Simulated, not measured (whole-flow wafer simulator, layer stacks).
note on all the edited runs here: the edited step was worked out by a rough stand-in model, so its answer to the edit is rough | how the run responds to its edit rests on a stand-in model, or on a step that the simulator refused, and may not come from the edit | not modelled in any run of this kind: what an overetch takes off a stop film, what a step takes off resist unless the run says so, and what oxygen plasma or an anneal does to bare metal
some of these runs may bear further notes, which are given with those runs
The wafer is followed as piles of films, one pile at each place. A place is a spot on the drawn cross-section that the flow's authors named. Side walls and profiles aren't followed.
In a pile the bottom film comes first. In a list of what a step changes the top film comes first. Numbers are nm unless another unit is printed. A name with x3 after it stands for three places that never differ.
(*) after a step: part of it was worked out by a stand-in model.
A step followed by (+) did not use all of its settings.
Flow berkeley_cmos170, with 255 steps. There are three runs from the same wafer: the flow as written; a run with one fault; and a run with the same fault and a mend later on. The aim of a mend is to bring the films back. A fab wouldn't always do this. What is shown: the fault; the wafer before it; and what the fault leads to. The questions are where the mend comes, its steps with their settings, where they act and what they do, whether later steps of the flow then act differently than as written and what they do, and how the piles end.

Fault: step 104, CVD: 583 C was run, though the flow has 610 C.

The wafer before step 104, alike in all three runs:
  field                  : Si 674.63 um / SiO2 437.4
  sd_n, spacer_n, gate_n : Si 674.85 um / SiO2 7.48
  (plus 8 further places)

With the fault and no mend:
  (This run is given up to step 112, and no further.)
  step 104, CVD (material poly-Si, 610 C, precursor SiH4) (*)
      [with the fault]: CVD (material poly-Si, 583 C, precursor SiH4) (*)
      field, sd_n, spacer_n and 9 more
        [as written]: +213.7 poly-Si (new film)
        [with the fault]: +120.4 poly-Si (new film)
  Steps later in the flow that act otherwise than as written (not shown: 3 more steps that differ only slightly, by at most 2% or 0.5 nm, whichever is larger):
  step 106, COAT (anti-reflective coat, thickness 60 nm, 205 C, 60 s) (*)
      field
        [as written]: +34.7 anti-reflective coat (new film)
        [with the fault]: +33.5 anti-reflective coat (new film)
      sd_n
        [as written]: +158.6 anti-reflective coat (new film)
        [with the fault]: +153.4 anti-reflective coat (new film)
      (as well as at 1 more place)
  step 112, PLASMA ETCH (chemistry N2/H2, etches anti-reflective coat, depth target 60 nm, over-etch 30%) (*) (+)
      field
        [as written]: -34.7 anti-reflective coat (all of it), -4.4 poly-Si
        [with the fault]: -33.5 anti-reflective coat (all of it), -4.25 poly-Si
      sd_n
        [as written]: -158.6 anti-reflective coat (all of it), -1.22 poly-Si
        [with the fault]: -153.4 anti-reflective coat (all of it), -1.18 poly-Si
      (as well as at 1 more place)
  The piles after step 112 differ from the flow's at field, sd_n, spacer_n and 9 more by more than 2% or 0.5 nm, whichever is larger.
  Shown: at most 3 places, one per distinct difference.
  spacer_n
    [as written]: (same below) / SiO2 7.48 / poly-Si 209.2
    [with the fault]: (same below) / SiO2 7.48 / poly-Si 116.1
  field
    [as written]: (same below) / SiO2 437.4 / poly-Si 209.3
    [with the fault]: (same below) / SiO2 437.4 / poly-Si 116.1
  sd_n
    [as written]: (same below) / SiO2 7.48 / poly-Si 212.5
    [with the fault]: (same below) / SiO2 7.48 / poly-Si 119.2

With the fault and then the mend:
  The mend follows step 105.
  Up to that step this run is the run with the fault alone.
  step 105a, CVD (material poly-Si, 610 C, precursor SiH4) (*) (a further turn of the flow's step 104; the settings that differ are not printed)
      field, sd_n, spacer_n and 9 more
        +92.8 poly-Si
  Every later step of the flow that is run acts as written, at every place that is followed, to within 2% or 0.5 nm, whichever is larger.
  The piles end only slightly different from the flow's at the places that both follow, by no more than 2% or 0.5 nm, whichever is larger.
